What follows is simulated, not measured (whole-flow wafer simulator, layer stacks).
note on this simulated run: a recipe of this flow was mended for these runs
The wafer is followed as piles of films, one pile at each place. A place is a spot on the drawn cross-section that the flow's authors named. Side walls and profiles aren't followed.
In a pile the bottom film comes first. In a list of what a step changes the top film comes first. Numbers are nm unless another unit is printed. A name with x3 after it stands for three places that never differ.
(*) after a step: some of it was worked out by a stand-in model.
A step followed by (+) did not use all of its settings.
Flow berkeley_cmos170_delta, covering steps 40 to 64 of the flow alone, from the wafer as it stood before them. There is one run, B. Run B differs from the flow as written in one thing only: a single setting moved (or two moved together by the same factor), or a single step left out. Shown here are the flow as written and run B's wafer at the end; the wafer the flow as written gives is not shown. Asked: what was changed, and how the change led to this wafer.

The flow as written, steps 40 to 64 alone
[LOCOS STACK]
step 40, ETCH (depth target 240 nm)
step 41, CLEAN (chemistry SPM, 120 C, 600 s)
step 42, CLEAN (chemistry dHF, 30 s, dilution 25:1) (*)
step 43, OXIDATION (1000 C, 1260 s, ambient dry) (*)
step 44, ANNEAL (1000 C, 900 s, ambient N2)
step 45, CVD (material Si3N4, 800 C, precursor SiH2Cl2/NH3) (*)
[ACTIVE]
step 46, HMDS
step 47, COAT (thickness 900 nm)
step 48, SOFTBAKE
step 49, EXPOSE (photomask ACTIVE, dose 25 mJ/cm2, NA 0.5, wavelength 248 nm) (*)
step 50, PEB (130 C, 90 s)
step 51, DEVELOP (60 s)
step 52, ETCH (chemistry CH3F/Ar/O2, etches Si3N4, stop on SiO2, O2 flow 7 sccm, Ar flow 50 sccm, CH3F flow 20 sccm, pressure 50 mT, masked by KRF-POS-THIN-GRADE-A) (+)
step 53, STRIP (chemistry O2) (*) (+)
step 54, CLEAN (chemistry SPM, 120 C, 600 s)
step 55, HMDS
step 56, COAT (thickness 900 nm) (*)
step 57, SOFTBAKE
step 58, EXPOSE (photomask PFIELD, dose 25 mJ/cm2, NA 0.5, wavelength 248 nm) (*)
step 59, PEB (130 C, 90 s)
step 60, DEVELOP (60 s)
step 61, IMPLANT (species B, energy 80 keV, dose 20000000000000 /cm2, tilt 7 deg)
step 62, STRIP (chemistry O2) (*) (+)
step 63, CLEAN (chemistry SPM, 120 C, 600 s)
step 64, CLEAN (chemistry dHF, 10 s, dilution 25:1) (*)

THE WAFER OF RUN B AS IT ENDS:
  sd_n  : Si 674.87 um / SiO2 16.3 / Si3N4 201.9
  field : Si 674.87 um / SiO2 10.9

Cause: step 43, OXIDATION: 504 s was run, while the flow as written has 1260 s.

The path from the change to this, step by step:
  step 43, OXIDATION (1000 C, 1260 s, ambient dry) (*)
      field, sd_n, spacer_n and 6 more: +16.3 SiO2 (new film), -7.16 Si (in the flow as written it would be: +26.6 SiO2 (new film), -11.7 Si)
